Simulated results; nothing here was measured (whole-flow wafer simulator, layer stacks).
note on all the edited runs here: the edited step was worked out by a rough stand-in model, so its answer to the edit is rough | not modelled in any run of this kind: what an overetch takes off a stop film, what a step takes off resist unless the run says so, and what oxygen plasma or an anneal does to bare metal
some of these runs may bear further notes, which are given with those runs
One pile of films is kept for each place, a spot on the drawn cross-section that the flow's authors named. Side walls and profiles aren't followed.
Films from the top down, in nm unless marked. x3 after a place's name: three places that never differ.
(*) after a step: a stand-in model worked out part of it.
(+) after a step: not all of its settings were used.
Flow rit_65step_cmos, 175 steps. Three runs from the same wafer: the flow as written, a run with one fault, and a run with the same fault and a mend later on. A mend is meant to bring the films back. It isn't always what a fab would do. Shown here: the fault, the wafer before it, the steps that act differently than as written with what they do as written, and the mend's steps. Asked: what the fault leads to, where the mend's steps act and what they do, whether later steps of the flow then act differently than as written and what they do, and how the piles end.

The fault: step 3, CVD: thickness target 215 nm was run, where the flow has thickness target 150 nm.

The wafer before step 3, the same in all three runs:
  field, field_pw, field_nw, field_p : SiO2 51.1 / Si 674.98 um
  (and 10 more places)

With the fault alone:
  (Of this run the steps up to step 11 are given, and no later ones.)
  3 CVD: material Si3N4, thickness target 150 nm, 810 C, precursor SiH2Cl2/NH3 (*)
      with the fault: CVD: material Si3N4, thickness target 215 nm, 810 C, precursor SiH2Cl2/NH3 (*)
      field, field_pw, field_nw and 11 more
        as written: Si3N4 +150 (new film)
        with the fault: Si3N4 +215 (new film)
  No later step of the flow up to step 11 acts differently than as written at any place that is followed.
  After step 11 the piles differ from the flow's by more than 2% or 0.5 nm, whichever is larger, at field, field_pw, field_nw and 11 more.
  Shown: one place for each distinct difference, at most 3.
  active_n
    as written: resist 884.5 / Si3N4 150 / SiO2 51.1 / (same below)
    with the fault: resist 884.5 / Si3N4 215 / SiO2 51.1 / (same below)
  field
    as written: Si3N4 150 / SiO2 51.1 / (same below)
    with the fault: Si3N4 215 / SiO2 51.1 / (same below)

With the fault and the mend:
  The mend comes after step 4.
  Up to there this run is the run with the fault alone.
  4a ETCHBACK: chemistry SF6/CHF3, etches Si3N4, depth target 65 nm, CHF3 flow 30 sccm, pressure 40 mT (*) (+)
      field, field_pw, field_nw and 11 more
        Si3N4 -65
  No later step of the flow acts differently than as written at any place that is followed.
  At the end the piles are the same as the flow's at every place that both follow.
